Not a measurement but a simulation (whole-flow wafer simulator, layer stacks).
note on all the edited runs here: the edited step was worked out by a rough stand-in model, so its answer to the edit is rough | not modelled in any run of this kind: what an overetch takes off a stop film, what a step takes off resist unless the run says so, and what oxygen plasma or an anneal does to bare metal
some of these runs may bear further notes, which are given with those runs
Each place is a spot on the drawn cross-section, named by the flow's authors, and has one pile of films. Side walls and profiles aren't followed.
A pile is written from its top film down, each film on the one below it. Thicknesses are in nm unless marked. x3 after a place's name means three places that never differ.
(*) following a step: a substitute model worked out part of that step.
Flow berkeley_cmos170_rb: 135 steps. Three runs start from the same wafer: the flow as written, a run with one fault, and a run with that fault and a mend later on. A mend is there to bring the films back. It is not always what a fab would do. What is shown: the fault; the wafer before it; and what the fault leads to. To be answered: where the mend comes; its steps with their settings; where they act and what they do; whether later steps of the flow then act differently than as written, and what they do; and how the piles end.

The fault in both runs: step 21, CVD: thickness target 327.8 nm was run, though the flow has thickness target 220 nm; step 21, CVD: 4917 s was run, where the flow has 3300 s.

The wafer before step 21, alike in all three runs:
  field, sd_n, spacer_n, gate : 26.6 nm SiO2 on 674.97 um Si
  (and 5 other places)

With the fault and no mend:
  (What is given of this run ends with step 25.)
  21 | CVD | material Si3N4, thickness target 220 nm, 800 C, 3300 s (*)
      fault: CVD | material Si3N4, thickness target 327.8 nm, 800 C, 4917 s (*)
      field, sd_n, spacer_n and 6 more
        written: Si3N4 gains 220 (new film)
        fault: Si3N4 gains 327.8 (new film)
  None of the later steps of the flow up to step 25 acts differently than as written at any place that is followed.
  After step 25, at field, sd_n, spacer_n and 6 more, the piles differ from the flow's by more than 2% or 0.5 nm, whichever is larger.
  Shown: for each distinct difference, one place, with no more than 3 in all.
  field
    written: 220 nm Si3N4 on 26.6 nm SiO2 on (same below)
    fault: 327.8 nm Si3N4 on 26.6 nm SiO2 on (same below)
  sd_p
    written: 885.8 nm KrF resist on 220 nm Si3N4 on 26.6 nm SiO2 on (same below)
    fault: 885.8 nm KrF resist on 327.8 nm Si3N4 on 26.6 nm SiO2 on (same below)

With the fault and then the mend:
  After step 21 comes the mend.
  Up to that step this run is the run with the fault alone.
  21a | ETCH | chemistry h3po4, depth target 107.8 nm (the flow's step 16, run once more with other settings)
      field, sd_n, spacer_n and 6 more
        Si3N4 loses 107.8
  None of the later steps of the flow acts differently than as written at any place that is followed.
  At every place that both follow, the piles at the end match the flow's.
